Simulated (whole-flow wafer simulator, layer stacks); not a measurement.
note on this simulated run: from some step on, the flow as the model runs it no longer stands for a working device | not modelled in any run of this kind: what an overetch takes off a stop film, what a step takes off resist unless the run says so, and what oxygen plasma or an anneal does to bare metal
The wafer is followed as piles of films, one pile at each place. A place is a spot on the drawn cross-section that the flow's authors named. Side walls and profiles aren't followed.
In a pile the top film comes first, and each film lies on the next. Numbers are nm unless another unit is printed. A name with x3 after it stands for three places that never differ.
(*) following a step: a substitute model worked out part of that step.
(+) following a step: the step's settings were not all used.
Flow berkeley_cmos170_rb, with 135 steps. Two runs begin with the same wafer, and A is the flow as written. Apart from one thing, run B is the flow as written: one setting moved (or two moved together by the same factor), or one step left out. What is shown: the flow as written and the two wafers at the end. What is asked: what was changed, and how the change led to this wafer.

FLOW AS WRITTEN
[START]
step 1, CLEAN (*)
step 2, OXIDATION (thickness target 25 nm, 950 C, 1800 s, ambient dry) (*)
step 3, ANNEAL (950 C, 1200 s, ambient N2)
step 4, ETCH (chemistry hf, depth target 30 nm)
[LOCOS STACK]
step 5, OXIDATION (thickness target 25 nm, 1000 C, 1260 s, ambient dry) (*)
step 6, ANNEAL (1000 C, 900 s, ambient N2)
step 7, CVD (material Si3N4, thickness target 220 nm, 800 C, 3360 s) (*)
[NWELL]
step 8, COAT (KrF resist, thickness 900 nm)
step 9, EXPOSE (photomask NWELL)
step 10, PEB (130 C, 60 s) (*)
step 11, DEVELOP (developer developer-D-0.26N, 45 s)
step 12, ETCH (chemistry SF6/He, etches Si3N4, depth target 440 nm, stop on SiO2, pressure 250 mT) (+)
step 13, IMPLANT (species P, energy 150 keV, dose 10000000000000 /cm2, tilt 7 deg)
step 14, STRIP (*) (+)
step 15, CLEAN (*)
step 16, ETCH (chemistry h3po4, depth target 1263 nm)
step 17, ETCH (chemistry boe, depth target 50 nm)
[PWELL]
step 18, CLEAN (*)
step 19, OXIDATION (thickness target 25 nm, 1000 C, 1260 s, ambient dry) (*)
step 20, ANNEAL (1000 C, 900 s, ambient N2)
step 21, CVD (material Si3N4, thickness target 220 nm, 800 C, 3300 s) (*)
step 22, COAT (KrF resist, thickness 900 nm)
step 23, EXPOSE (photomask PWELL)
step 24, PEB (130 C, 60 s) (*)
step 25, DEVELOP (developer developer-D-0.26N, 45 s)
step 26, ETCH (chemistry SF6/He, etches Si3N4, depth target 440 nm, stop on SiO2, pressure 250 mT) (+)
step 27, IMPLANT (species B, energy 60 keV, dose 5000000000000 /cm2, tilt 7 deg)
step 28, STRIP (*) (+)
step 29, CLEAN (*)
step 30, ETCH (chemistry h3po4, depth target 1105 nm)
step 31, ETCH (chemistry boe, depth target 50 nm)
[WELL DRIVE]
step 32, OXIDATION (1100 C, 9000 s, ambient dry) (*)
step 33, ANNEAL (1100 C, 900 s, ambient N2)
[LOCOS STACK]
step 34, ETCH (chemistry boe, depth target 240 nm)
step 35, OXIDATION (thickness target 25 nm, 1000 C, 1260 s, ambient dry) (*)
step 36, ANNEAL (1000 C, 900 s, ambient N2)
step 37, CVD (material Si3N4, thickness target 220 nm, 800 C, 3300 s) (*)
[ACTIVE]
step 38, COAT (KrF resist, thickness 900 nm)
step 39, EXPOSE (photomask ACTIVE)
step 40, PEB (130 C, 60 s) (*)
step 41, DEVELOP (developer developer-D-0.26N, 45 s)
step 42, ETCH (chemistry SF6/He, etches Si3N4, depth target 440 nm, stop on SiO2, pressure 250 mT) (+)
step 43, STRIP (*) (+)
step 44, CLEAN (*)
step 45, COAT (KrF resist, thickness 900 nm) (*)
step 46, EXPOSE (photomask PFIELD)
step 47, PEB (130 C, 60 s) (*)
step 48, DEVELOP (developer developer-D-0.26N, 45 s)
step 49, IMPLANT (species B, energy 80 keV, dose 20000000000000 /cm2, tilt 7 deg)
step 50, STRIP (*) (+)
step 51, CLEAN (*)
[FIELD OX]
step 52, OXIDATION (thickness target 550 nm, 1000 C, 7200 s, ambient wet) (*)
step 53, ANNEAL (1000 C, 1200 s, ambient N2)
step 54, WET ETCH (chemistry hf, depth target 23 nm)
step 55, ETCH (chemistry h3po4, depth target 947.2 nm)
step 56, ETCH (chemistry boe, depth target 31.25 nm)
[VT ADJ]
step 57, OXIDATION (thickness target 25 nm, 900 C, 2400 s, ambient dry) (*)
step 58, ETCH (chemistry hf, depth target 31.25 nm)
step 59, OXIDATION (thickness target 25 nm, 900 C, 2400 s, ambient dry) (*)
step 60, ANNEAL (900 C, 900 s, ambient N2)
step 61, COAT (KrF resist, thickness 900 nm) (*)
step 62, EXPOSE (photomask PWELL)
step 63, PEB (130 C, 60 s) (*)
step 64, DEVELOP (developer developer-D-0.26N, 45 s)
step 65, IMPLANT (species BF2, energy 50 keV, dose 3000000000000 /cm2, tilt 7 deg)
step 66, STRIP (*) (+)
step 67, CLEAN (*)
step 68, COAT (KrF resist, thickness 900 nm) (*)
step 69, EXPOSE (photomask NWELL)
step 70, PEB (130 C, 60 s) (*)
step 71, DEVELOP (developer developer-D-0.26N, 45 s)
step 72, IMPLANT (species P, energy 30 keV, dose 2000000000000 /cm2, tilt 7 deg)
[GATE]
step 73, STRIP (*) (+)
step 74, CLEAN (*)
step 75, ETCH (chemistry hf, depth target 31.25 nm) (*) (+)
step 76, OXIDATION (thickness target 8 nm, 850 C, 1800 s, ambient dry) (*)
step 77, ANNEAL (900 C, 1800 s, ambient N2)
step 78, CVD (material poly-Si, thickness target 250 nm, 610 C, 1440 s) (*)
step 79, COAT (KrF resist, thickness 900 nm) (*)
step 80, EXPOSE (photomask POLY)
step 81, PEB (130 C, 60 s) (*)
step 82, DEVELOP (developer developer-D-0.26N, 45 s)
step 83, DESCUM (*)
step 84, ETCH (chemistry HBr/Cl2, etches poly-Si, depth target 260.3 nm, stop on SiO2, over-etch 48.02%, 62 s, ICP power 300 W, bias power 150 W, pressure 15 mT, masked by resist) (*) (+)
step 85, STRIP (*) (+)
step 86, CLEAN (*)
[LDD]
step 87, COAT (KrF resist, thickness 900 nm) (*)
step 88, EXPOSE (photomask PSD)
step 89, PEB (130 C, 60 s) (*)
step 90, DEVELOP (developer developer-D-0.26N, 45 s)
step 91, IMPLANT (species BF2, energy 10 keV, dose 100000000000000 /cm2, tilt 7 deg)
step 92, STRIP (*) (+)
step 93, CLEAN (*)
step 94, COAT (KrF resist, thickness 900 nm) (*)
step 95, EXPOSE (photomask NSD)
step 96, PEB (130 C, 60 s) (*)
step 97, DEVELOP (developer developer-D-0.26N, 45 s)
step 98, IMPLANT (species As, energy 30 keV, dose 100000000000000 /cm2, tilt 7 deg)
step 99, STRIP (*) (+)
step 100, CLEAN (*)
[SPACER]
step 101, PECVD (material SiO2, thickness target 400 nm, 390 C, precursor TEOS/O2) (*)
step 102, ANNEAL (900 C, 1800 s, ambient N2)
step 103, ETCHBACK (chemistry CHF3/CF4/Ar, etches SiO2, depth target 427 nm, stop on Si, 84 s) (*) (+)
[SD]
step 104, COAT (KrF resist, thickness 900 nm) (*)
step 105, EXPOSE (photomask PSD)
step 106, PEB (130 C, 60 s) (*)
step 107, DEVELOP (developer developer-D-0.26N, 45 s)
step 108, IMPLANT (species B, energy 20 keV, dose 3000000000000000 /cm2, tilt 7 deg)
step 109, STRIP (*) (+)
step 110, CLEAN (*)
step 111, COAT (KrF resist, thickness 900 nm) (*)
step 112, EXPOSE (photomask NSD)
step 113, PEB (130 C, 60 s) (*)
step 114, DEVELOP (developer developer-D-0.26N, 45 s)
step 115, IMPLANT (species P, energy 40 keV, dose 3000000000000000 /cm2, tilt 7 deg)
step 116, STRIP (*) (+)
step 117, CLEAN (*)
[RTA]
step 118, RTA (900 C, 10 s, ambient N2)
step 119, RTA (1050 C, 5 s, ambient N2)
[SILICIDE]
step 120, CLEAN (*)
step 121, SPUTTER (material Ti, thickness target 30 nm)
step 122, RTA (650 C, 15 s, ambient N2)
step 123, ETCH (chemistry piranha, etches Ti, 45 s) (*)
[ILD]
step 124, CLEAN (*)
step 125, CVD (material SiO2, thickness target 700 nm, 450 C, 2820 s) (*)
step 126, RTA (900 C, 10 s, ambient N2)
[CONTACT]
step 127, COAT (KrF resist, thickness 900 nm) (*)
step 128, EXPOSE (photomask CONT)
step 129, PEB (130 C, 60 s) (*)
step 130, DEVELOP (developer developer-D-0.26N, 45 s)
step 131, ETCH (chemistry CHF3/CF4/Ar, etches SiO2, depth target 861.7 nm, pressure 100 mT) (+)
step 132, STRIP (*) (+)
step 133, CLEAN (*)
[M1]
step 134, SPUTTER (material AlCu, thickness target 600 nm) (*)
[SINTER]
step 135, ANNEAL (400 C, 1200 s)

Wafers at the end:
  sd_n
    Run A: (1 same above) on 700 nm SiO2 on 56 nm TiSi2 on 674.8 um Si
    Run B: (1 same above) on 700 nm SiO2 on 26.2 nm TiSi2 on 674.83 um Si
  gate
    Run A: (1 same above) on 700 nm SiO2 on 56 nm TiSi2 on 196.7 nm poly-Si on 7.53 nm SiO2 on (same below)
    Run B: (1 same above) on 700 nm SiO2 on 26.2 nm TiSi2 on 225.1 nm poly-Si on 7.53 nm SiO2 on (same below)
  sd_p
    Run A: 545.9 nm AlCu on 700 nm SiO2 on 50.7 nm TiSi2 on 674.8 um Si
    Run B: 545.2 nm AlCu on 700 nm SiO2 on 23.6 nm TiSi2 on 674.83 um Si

What caused this: step 121, SPUTTER: thickness target 14 nm was run, while the flow as written has thickness target 30 nm.

How this came from the change, step by step:
  step 121, SPUTTER (material Ti, thickness target 30 nm)
      field, sd_n, spacer_n, gate, spacer_p, gate_p, contact, m1: A +30 Ti (new film) | B +14 Ti (new film)
      sd_p: A +27.1 Ti (new film) | B +12.6 Ti (new film)
  step 122, RTA (650 C, 15 s, ambient N2)
      sd_n, contact, m1: A -23.4 Ti, +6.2 TiSi first (new film), +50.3 TiSi2 C49 (new film), -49 Si | B -10.9 Ti, +27.8 TiSi2 C49 (new film), -24.8 Si
      gate, gate_p: A -23.4 Ti, +6.2 TiSi first (new film), +50.3 TiSi2 C49 (new film), -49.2 poly-Si | B -10.9 Ti, +27.8 TiSi2 C49 (new film), -24.9 poly-Si
      (and at 1 other place as well)
  step 123, ETCH (chemistry piranha, etches Ti, 45 s) (*)
      sd_n, gate, gate_p, contact, m1: A -6.6 Ti (all of it) | B -3.08 Ti (all of it)
      field, spacer_n, spacer_p: A -30 Ti (all of it) | B -14 Ti (all of it)
      (and at 1 other place as well)
  step 126, RTA (900 C, 10 s, ambient N2)
      sd_n, contact, m1: A under 1 film: +56 TiSi2 (new film), -6.2 TiSi first (all of it), -50.3 TiSi2 C49 (all of it), -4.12 Si | B under 1 film: +26.2 TiSi2 (new film), -27.8 TiSi2 C49 (all of it)
      gate, gate_p: A under 1 film: +56 TiSi2 (new film), -6.2 TiSi first (all of it), -50.3 TiSi2 C49 (all of it), -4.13 poly-Si | B under 1 film: +26.2 TiSi2 (new film), -27.8 TiSi2 C49 (all of it)
      (and at 1 other place as well)
